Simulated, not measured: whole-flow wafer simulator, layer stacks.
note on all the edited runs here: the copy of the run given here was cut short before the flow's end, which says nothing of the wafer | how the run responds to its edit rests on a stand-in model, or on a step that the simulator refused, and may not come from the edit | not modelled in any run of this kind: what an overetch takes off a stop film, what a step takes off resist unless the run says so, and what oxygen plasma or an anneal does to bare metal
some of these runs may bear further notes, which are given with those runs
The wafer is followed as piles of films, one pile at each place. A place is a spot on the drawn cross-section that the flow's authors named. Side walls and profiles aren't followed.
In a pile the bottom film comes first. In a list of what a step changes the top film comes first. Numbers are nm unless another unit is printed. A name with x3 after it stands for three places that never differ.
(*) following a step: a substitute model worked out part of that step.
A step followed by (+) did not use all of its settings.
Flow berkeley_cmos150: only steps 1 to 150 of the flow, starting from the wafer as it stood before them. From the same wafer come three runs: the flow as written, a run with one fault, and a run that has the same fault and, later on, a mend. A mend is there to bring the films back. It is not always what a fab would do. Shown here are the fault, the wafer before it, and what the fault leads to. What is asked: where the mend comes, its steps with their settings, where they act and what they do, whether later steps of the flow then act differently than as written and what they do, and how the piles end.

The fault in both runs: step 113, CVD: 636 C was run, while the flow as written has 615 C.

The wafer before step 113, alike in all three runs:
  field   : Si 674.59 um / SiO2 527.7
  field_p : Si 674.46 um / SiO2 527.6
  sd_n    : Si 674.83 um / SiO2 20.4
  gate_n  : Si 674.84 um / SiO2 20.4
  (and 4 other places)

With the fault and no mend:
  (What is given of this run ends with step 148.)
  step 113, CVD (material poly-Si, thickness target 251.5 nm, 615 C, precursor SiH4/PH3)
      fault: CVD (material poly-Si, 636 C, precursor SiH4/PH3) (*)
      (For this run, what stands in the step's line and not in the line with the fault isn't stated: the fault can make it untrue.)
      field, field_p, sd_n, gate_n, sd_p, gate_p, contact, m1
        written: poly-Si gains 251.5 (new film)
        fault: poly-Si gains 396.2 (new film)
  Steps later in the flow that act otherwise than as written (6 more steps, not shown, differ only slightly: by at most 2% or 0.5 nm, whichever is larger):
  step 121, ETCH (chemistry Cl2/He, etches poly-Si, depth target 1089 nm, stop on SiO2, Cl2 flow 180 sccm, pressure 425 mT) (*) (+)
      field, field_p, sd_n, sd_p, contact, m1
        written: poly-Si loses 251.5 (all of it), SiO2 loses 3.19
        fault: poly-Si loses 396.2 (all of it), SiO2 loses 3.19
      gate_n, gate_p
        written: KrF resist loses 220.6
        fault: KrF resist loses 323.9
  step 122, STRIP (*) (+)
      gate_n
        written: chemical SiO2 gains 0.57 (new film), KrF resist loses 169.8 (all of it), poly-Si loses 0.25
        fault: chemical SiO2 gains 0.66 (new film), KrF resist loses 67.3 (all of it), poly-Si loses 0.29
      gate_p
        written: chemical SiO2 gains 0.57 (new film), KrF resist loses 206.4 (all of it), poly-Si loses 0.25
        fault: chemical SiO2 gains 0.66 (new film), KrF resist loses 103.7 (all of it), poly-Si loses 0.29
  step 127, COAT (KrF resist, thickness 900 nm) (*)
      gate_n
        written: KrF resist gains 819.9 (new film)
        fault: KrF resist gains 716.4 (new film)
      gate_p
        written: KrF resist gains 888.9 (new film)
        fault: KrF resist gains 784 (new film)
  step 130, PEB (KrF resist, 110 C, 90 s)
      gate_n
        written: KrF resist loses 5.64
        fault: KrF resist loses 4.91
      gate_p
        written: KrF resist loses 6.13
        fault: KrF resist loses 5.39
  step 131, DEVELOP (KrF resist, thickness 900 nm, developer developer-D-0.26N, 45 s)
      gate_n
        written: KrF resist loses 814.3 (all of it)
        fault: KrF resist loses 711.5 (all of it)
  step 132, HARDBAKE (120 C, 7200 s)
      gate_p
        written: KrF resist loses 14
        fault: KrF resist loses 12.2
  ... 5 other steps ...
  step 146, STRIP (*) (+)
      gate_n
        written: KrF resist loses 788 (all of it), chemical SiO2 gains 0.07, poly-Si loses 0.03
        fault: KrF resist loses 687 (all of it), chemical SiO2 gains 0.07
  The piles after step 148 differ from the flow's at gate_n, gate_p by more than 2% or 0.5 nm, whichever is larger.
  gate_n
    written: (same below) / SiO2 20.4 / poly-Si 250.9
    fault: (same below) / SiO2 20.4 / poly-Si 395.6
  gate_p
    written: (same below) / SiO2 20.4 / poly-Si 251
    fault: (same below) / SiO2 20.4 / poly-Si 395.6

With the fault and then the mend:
  After step 113 comes the mend.
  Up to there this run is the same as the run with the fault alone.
  step 113a, ETCH (chemistry tmah, depth target 144.7 nm)
      field, field_p, sd_n, gate_n, sd_p, gate_p, contact, m1
        poly-Si loses 144.7
  Every later step of the flow that is run acts as written, at every place that is followed, to within 2% or 0.5 nm, whichever is larger.
  At the end the piles are close to the flow's at the places that both follow, differing by at most 2% or 0.5 nm, whichever is larger.
